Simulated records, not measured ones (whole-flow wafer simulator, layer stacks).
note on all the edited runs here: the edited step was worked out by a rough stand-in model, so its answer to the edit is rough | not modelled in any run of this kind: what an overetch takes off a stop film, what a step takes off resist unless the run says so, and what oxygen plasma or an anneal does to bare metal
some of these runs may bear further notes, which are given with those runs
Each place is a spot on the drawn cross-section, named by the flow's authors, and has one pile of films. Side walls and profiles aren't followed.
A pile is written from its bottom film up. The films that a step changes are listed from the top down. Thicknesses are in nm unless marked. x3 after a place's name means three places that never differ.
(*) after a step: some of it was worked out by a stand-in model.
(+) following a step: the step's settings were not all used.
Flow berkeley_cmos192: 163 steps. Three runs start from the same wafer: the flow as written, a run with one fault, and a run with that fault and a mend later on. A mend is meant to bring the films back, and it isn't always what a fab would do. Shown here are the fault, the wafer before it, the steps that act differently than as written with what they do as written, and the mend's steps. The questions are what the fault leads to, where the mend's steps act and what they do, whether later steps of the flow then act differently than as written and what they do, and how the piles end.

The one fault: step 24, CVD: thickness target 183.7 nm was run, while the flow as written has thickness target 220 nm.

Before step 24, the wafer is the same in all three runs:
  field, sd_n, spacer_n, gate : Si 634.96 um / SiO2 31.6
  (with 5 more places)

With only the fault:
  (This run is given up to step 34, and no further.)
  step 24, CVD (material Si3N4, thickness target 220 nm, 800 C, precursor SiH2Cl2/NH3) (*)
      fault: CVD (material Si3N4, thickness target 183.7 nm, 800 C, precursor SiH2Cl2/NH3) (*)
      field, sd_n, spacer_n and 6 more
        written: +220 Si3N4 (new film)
        fault: +183.7 Si3N4 (new film)
  Later steps of the flow acting differently than as written:
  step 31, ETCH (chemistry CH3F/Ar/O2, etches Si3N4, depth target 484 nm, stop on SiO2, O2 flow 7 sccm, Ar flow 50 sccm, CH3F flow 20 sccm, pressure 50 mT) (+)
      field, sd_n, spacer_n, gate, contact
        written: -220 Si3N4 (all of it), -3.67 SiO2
        fault: -183.7 Si3N4 (all of it), -3.67 SiO2
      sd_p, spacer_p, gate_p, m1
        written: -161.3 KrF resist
        fault: -137.1 KrF resist
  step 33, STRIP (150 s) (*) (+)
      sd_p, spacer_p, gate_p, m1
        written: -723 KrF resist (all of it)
        fault: -747.2 KrF resist (all of it)
  Once step 34 is done, the piles at sd_p, spacer_p, gate_p, m1 depart from the flow's by more than 2% or 0.5 nm, whichever is larger.
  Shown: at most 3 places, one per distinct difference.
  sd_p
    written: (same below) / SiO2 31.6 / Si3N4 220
    fault: (same below) / SiO2 31.6 / Si3N4 183.7

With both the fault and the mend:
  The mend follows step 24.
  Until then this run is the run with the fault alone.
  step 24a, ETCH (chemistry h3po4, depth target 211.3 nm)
      field, sd_n, spacer_n and 6 more
        -183.7 Si3N4 (all of it)
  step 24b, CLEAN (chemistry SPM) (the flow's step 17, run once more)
      leaves every film unchanged at each place that is followed
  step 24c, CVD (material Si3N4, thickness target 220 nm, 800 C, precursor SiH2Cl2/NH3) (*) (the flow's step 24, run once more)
      field, sd_n, spacer_n and 6 more
        +220 Si3N4 (new film)
  Every later step of the flow that is run acts as written at every place that is followed.
  The piles end the same as the flow's at every place that both follow.
